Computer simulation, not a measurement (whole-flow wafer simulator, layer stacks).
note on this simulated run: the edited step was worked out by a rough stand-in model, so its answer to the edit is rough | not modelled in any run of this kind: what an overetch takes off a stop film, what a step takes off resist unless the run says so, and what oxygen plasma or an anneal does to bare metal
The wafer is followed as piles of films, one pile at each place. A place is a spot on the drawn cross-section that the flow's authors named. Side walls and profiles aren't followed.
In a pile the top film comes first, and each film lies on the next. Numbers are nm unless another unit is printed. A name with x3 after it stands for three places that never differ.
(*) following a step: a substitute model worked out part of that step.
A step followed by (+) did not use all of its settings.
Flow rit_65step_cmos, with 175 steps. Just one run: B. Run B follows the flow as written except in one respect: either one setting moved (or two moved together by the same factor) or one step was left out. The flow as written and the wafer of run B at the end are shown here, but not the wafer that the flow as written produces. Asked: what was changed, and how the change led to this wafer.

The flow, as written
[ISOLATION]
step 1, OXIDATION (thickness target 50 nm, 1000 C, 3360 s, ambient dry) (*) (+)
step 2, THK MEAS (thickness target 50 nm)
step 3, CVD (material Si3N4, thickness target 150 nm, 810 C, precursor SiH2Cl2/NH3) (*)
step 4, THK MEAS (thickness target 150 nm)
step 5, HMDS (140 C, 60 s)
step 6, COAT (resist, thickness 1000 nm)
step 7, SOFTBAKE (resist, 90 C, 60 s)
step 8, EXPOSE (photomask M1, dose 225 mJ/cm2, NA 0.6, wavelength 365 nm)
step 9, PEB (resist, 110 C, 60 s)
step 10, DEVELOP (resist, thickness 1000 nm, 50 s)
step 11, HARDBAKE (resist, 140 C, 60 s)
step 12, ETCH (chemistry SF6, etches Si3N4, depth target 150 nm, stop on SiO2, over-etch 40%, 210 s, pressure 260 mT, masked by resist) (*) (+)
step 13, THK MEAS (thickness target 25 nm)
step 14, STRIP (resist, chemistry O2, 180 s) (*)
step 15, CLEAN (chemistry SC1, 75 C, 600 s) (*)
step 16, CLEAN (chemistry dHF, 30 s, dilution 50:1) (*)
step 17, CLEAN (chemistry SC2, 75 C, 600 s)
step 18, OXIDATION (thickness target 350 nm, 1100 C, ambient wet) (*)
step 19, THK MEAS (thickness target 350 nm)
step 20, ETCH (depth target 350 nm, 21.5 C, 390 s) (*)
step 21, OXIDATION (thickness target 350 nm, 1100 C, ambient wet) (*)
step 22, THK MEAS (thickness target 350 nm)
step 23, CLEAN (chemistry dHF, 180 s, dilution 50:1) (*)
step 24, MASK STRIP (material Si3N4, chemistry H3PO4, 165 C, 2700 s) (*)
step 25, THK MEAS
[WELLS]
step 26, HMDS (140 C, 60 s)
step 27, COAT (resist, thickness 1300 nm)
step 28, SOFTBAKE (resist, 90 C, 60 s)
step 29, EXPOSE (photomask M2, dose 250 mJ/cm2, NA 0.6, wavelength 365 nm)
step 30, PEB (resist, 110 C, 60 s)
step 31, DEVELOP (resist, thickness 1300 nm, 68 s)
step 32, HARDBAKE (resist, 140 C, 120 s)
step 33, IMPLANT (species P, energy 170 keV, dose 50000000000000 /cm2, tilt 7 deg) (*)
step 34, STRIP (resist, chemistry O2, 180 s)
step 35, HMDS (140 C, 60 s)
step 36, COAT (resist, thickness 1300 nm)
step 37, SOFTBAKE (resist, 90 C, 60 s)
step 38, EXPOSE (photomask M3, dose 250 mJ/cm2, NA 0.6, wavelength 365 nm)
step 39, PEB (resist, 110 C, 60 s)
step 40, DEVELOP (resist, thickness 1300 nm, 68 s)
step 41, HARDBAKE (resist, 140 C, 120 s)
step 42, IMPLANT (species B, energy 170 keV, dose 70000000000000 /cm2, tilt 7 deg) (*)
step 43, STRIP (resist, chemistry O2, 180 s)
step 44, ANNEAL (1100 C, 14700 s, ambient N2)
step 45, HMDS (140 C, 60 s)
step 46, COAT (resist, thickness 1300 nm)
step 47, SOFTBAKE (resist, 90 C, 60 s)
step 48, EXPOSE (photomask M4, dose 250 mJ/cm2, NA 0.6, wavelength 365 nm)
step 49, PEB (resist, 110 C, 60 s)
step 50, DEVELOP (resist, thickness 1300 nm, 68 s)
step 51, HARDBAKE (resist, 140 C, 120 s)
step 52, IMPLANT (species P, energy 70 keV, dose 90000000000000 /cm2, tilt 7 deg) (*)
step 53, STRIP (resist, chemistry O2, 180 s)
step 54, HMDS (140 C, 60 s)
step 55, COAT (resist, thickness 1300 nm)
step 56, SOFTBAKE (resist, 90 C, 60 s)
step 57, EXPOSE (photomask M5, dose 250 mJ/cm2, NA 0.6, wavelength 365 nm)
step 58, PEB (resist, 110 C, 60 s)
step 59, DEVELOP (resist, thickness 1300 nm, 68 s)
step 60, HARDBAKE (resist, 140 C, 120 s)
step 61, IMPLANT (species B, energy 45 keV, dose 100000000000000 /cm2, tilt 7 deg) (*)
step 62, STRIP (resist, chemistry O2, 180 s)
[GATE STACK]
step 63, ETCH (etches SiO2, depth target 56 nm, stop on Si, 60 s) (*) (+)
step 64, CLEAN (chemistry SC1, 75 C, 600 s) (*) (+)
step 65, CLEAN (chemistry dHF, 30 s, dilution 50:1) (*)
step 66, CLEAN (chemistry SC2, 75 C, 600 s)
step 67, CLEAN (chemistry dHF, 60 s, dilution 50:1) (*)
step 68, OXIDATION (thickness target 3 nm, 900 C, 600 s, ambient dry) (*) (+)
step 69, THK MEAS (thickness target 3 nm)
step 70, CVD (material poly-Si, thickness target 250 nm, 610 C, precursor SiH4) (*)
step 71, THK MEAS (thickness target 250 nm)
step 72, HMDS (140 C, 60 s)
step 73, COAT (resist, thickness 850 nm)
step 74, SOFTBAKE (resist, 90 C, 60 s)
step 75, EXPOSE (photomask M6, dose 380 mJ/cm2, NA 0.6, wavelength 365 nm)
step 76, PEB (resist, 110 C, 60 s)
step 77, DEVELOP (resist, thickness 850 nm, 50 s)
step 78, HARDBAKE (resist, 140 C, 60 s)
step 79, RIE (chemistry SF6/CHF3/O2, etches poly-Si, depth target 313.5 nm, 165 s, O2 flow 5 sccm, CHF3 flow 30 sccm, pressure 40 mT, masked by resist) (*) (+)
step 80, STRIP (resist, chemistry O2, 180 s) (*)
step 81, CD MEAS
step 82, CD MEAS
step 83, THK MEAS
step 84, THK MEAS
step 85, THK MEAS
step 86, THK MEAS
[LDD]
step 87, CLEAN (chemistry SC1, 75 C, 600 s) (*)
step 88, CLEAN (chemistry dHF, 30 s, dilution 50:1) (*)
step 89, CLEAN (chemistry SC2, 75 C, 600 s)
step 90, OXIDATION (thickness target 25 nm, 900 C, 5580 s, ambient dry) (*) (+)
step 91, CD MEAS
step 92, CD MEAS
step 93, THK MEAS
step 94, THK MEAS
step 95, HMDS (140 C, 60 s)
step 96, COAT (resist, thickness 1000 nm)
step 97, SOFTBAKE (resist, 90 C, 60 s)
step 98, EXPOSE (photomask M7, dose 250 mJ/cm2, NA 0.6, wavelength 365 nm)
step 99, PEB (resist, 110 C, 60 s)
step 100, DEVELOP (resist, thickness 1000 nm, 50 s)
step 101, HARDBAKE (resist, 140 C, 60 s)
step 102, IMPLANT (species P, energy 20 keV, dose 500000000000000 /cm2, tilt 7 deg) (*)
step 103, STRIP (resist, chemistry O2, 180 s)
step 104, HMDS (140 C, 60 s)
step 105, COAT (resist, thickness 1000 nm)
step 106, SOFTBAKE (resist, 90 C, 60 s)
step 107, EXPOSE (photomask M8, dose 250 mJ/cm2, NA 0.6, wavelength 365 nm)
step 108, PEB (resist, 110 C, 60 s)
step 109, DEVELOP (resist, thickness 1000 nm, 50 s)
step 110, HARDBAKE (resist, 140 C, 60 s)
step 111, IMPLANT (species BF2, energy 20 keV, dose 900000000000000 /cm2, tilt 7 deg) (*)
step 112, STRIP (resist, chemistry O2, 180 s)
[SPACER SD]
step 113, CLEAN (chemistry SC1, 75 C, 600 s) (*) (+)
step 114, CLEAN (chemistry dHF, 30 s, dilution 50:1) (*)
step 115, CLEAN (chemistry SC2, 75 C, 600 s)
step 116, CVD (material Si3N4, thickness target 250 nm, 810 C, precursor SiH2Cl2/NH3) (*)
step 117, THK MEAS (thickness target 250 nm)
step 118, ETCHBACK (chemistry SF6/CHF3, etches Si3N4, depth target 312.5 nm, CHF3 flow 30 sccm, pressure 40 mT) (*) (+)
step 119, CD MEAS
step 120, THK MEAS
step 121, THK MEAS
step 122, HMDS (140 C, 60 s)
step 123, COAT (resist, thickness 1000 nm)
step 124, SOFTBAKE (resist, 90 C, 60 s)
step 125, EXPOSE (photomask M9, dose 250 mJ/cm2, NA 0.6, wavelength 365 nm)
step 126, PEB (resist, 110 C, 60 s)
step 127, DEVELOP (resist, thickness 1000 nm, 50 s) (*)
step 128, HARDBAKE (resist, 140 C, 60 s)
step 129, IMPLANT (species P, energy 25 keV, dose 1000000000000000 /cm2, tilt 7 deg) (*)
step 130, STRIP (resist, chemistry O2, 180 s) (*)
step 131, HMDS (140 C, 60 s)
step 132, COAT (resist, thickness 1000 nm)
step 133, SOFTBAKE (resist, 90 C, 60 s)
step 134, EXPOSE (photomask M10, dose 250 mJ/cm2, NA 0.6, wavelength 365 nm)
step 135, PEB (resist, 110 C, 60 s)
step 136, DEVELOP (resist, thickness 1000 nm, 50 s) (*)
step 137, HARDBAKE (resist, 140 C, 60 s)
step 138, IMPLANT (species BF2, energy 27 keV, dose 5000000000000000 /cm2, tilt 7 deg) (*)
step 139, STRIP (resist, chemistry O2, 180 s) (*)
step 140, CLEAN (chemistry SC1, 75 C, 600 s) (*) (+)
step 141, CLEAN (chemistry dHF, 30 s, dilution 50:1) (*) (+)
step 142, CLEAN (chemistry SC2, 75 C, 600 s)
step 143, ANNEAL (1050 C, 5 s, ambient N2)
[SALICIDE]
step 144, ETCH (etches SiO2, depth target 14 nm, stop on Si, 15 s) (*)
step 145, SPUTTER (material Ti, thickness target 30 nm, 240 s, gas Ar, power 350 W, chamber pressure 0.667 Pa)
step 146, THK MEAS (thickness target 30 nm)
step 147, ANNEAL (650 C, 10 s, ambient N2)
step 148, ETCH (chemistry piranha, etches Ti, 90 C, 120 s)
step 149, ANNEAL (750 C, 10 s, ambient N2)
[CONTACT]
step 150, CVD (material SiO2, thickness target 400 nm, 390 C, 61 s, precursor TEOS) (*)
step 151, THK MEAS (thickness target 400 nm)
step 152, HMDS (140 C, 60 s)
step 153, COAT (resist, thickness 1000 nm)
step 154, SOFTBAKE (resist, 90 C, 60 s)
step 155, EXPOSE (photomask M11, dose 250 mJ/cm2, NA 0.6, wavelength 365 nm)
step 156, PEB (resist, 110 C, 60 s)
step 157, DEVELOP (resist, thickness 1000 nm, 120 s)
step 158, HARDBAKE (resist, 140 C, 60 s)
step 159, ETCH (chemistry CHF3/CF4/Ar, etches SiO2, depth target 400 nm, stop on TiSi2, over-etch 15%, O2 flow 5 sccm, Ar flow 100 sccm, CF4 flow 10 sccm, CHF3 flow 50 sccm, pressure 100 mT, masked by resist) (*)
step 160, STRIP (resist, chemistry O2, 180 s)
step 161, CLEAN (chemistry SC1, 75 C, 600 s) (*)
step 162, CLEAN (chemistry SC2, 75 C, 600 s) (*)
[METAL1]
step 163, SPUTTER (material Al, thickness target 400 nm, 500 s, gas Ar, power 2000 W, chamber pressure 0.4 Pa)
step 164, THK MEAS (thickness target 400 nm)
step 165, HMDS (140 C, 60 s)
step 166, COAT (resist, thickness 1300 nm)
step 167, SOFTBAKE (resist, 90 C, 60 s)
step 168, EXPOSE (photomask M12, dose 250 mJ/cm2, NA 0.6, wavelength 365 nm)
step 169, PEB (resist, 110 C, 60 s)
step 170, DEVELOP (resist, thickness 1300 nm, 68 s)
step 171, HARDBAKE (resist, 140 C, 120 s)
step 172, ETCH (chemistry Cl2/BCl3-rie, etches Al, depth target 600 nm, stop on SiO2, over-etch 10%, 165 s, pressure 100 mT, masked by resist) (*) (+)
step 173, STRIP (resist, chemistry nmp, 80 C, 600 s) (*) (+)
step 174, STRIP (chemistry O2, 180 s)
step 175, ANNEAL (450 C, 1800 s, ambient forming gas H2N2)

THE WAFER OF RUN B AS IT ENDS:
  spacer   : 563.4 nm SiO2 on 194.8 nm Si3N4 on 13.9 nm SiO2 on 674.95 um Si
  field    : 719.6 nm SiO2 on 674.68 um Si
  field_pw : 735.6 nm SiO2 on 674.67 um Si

What caused this: step 150, CVD: thickness target 600 nm was run, whereas the flow has thickness target 400 nm.

How this came from the change, step by step:
  step 150, CVD (material SiO2, thickness target 400 nm, 390 C, 61 s, precursor TEOS) (*)
      field, field_pw, field_nw, field_p: +600 SiO2 (in the flow as written it would be: +400 SiO2)
      spacer, spacer_p: +600 SiO2 (new film) (in the flow as written it would be: +400 SiO2 (new film))
      (and at 2 other places as well)
